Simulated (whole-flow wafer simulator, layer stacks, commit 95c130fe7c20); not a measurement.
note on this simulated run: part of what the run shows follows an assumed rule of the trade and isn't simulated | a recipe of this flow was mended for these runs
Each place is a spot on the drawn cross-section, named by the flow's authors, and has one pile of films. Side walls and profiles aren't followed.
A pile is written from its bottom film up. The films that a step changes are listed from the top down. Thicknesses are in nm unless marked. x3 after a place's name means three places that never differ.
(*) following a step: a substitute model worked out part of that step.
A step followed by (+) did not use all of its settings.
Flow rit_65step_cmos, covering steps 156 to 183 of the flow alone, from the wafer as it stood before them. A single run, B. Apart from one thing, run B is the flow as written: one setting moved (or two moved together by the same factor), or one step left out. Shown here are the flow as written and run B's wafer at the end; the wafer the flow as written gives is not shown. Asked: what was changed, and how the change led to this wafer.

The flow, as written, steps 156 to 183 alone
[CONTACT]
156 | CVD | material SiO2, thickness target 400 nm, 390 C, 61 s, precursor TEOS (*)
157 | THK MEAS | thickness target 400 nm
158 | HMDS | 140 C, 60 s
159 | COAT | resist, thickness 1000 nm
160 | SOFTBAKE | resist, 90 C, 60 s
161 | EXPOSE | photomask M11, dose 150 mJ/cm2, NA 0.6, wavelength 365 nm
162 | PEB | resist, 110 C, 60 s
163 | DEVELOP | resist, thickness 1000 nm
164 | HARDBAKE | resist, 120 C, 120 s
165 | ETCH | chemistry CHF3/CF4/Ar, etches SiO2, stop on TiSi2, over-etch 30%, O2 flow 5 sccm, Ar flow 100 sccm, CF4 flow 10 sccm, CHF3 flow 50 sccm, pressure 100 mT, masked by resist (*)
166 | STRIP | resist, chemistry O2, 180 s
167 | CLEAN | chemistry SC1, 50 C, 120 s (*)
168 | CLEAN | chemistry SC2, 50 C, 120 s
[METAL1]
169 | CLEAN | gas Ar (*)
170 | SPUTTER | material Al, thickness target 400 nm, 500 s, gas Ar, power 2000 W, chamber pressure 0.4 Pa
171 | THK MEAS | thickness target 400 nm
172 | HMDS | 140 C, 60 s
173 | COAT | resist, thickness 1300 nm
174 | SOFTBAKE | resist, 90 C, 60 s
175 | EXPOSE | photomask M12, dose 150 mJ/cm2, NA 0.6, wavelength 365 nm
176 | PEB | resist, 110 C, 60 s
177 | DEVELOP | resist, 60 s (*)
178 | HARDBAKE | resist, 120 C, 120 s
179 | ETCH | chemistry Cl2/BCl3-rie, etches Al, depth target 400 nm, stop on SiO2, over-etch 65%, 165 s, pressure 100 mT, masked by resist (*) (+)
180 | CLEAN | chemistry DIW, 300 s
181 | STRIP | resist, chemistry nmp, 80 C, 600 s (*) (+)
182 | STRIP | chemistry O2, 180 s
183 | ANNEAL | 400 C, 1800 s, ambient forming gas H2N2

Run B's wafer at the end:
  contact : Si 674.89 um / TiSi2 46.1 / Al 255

What caused this: step 165, ETCH: over-etch 37.2% was run, while the flow as written has over-etch 30%.

Step by step, how the change led to this:
  165 | ETCH | chemistry CHF3/CF4/Ar, etches SiO2, stop on TiSi2, over-etch 30%, O2 flow 5 sccm, Ar flow 100 sccm, CF4 flow 10 sccm, CHF3 flow 50 sccm, pressure 100 mT, masked by resist (*)
      field, field_pw, field_nw and 10 more: resist loses 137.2 (in the flow as written it would be: resist loses 130)
      contact: SiO2 loses 400 (all of it), TiSi2 loses 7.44 (in the flow as written it would be: SiO2 loses 400 (all of it), TiSi2 loses 6)
